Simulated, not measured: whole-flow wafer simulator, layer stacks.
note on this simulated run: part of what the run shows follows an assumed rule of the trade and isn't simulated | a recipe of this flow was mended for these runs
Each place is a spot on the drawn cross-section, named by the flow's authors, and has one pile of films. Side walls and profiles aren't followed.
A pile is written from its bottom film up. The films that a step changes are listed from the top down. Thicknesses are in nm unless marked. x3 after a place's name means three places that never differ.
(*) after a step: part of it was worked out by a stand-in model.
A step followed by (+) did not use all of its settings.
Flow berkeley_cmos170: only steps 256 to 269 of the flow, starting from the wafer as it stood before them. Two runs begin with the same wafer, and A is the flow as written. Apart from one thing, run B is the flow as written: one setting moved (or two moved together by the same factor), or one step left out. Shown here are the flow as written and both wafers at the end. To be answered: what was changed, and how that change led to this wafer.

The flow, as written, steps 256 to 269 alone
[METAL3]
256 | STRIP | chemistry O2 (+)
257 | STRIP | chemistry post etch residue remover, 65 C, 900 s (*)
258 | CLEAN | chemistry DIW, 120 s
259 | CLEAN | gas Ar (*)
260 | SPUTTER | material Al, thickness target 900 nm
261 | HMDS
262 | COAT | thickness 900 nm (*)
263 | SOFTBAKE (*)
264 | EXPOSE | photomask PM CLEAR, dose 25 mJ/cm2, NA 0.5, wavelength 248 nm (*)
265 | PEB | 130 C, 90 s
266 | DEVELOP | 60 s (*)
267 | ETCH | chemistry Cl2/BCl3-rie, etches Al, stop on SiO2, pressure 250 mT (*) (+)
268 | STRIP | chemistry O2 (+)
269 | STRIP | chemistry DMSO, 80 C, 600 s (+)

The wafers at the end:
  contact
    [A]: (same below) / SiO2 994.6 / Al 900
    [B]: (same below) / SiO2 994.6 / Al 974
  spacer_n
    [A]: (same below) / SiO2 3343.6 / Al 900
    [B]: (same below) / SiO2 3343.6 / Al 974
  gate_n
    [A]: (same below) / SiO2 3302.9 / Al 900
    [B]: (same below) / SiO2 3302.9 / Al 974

Cause: step 260, SPUTTER: thickness target 974 nm was run, though the flow has thickness target 900 nm.
One can read it off the wafer: contact has Al 974, and step 260 as written asks for 900 nm.

How this came from the change, step by step:
  260 | SPUTTER | material Al, thickness target 900 nm
      field, mark, sd_n and 9 more: A +900 Al (new film) | B +974 Al (new film)
      via2: A +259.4 Al | B +269.9 Al
  262 | COAT | thickness 900 nm (*)
      via2: A +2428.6 KrF-resist (new film) | B +2489 KrF-resist (new film)
  267 | ETCH | chemistry Cl2/BCl3-rie, etches Al, stop on SiO2, pressure 250 mT (*) (+)
      field, sd_n, spacer_n and 9 more: A -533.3 KrF-resist | B -570.3 KrF-resist
      mark: A -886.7 Al (all of it), -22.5 SiO2 | B -960.7 Al (all of it), -22.5 SiO2
  268 | STRIP | chemistry O2 (+)
      field, spacer_n, gate_n: A -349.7 KrF-resist (all of it) | B -312.7 KrF-resist (all of it)
      spacer_p, gate_p: A -349.6 KrF-resist (all of it) | B -312.6 KrF-resist (all of it)
      (also at 6 further places)
